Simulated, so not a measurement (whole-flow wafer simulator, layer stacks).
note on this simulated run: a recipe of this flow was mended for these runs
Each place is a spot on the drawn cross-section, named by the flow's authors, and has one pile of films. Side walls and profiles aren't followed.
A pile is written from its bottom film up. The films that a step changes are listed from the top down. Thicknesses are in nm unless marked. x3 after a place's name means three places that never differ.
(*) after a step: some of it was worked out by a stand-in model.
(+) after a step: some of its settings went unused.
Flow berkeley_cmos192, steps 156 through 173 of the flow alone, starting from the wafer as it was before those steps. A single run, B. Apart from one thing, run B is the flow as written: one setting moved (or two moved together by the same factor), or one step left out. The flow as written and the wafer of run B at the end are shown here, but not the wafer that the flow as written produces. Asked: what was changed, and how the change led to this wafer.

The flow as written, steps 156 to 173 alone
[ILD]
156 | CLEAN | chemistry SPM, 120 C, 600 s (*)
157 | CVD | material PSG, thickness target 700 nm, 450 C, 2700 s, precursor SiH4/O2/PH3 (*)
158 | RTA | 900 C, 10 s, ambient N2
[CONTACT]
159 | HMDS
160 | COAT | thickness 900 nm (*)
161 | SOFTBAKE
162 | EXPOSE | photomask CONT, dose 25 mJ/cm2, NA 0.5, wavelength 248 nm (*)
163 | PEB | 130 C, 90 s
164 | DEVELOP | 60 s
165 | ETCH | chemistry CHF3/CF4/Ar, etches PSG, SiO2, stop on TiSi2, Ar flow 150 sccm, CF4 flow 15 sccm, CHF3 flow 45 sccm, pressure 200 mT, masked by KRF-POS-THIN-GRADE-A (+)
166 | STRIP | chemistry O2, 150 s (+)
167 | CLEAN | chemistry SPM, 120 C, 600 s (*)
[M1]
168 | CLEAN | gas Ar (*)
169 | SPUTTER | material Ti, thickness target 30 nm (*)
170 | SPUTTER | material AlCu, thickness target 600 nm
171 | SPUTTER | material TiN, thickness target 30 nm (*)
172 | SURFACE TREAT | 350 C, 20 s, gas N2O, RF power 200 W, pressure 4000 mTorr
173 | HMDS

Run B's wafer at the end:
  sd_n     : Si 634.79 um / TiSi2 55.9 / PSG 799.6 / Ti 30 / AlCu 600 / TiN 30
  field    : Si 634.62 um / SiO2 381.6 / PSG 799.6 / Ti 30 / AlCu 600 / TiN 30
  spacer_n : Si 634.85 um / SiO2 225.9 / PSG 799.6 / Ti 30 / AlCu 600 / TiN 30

What caused this: step 157, CVD: thickness target 805 nm was run, while the flow as written has thickness target 700 nm; step 157, CVD: 3105 s was run, where the flow has 2700 s.

Step by step, how the change led to this:
  157 | CVD | material PSG, thickness target 700 nm, 450 C, 2700 s, precursor SiH4/O2/PH3 (*)
      field, sd_n, spacer_n, gate, spacer_p, gate_p, contact, m1: +805 PSG (new film) (in the flow as written it would be: +700 PSG (new film))
      sd_p: +766.4 PSG (new film) (in the flow as written it would be: +668 PSG (new film))
  165 | ETCH | chemistry CHF3/CF4/Ar, etches PSG, SiO2, stop on TiSi2, Ar flow 150 sccm, CF4 flow 15 sccm, CHF3 flow 45 sccm, pressure 200 mT, masked by KRF-POS-THIN-GRADE-A (+)
      field, sd_n, spacer_n, gate, sd_p, spacer_p, gate_p, m1: -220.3 KrF-resist (in the flow as written it would be: -194.1 KrF-resist)
      contact: -805 PSG (all of it), -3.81 TiSi2 (in the flow as written it would be: -700 PSG (all of it), -3.81 TiSi2)
  166 | STRIP | chemistry O2, 150 s (+)
      field: -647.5 KrF-resist (all of it) (in the flow as written it would be: -672.6 KrF-resist (all of it))
      sd_n: -758.6 KrF-resist (all of it) (in the flow as written it would be: -784.4 KrF-resist (all of it))
      (also at 6 further places)
  169 | SPUTTER | material Ti, thickness target 30 nm (*)
      contact: +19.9 Ti (new film) (in the flow as written it would be: +21.1 Ti (new film))
  170 | SPUTTER | material AlCu, thickness target 600 nm
      contact: +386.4 AlCu (new film) (in the flow as written it would be: +411.7 AlCu (new film))
  171 | SPUTTER | material TiN, thickness target 30 nm (*)
      contact: +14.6 TiN (new film) (in the flow as written it would be: +16 TiN (new film))
